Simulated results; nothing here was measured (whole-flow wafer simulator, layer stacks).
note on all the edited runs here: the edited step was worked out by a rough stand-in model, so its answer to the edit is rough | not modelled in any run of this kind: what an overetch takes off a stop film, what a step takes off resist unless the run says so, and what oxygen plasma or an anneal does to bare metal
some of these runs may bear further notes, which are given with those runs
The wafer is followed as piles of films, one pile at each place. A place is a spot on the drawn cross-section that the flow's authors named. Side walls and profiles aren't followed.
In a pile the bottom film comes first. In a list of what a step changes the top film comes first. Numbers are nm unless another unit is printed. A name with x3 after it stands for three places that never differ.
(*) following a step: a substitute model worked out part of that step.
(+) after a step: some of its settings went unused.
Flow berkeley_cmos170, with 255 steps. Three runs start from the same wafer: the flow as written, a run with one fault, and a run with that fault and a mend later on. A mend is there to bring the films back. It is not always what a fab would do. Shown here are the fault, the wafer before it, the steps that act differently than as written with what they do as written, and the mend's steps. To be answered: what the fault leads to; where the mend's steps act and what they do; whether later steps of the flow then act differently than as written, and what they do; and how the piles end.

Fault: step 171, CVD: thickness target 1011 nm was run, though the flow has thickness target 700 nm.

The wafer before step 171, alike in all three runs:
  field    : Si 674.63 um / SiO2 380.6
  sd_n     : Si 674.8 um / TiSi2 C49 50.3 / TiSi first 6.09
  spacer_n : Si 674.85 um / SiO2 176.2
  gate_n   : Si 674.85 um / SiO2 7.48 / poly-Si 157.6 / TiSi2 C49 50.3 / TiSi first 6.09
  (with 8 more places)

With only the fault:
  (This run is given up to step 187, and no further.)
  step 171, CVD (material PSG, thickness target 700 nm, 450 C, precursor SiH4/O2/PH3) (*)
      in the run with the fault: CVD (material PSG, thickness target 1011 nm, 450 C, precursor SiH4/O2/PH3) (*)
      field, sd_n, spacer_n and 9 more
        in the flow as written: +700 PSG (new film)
        in the run with the fault: +1011 PSG (new film)
  Steps further on in the flow that do not act as written (4 other steps are not shown; they differ only slightly, by no more than 2% or 0.5 nm, whichever is larger):
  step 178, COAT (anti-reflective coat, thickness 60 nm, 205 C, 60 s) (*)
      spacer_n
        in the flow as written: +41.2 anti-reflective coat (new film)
        in the run with the fault: +42.2 anti-reflective coat (new film)
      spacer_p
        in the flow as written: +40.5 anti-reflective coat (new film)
        in the run with the fault: +41.5 anti-reflective coat (new film)
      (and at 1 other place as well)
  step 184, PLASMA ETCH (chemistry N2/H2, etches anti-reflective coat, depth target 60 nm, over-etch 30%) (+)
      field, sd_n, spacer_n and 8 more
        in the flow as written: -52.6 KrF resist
        in the run with the fault: -53.9 KrF resist
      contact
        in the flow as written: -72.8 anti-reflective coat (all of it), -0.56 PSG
        in the run with the fault: -74.7 anti-reflective coat (all of it), -0.57 PSG
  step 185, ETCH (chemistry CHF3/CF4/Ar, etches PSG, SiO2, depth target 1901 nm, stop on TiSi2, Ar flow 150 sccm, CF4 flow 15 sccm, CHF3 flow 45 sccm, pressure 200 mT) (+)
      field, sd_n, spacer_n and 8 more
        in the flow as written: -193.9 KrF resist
        in the run with the fault: -271.7 KrF resist
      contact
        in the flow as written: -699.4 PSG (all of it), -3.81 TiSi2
        in the run with the fault: -1010.4 PSG (all of it), -3.81 TiSi2
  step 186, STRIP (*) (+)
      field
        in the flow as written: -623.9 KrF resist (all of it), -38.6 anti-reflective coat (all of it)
        in the run with the fault: -545.2 KrF resist (all of it), -39.3 anti-reflective coat (all of it)
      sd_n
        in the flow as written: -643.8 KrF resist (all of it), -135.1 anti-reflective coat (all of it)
        in the run with the fault: -563.4 KrF resist (all of it), -137.7 anti-reflective coat (all of it)
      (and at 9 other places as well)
  After step 187, at field, sd_n, spacer_n and 8 more, the piles differ from the flow's by more than 2% or 0.5 nm, whichever is larger.
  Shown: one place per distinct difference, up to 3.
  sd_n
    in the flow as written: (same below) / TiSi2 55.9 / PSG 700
    in the run with the fault: (same below) / TiSi2 55.9 / PSG 1011
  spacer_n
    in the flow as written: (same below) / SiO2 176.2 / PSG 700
    in the run with the fault: (same below) / SiO2 176.2 / PSG 1011
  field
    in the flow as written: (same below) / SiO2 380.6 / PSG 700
    in the run with the fault: (same below) / SiO2 380.6 / PSG 1011

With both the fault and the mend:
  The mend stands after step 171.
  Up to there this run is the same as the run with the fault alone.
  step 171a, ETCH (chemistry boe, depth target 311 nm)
      field, sd_n, spacer_n and 9 more
        -311 PSG
  Every later step of the flow that is run acts as written, at every place that is followed, to within 2% or 0.5 nm, whichever is larger.
  When the end is reached, the piles differ only a little from the flow's at the places that both follow, at most by 2% or 0.5 nm, whichever is larger.
